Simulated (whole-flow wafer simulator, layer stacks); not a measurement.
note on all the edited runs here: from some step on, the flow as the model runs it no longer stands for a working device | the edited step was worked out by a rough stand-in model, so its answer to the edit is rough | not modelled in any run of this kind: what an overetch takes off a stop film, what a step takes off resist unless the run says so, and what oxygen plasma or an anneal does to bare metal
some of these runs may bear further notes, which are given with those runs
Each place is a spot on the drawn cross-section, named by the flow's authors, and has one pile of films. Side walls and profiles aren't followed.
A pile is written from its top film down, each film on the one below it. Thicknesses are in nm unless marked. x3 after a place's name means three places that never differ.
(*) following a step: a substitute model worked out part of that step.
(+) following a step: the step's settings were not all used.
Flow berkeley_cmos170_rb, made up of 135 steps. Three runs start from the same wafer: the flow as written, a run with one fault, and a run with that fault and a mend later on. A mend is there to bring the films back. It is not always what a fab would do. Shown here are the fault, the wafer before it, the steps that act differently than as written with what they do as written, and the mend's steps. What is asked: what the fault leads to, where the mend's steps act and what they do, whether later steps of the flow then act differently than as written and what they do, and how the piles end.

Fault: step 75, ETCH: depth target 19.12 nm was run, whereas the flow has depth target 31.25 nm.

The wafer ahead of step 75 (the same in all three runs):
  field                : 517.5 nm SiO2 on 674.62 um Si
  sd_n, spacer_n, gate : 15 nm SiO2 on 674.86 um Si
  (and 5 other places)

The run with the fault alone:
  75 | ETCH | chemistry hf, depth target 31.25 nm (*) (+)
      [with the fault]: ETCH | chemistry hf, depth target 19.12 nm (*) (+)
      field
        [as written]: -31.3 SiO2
        [with the fault]: -19.1 SiO2
  Steps later in the flow that act otherwise than as written (23 other steps are not shown; they differ only slightly, by no more than 2% or 0.5 nm, whichever is larger):
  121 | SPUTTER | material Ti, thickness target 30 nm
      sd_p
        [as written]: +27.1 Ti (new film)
        [with the fault]: +25.3 Ti (new film)
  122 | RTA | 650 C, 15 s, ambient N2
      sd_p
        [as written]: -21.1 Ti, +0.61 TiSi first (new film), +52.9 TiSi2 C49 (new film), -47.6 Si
        [with the fault]: -19.8 Ti, +50.2 TiSi2 C49 (new film), -44.8 Si
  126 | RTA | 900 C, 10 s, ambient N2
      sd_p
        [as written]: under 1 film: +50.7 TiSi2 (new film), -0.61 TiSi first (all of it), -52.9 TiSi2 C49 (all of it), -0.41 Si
        [with the fault]: under 1 film: +47.3 TiSi2 (new film), -50.2 TiSi2 C49 (all of it)
  The piles end different from the flow's at sd_p by more than 2% or 0.5 nm, whichever is larger.
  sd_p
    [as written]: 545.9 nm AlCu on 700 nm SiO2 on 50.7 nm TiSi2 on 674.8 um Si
    [with the fault]: 541.4 nm AlCu on 700 nm SiO2 on 47.3 nm TiSi2 on 674.81 um Si

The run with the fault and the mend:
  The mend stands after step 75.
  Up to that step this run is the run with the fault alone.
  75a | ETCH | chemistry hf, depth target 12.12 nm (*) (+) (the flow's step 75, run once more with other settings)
      field
        -12.1 SiO2
  Later steps of the flow that are run all act as written at every place that is followed, up to a difference of at most 2% or 0.5 nm, whichever is larger.
  At every place that both follow, the piles at the end match the flow's.
